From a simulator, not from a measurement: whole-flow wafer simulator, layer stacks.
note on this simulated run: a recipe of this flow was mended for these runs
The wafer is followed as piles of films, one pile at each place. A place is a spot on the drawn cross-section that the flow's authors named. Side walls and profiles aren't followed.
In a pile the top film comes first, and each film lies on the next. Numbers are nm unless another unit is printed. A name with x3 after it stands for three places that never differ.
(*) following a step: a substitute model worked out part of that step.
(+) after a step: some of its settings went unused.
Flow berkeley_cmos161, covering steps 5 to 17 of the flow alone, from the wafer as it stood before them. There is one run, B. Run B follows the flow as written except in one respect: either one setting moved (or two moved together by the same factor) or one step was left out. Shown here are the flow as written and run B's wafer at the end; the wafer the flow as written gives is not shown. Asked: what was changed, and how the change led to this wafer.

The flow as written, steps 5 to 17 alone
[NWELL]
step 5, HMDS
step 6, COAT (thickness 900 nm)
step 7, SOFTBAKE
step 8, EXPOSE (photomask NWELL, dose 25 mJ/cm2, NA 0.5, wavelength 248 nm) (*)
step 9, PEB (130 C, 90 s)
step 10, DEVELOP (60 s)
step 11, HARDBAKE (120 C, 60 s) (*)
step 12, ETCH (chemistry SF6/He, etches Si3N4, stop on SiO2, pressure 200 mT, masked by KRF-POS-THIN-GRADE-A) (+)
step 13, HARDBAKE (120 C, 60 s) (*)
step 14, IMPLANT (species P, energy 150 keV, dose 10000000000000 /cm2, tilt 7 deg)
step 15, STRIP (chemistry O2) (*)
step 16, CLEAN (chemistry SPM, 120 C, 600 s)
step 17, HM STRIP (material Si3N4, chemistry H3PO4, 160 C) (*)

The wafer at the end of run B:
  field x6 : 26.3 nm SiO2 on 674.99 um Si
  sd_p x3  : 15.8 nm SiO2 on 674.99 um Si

Cause: step 17, HM STRIP: 149 C was run, though the flow has 160 C.

The path from the change to this, step by step:
  step 17, HM STRIP (material Si3N4, chemistry H3PO4, 160 C) (*)
      field x6: Si3N4 loses 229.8 (all of it), SiO2 loses 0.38 (it would be, as written: Si3N4 loses 229.8 (all of it), SiO2 loses 4.31)
      sd_p x3: SiO2 loses 5.03 (it would be, as written: SiO2 loses 11.6)
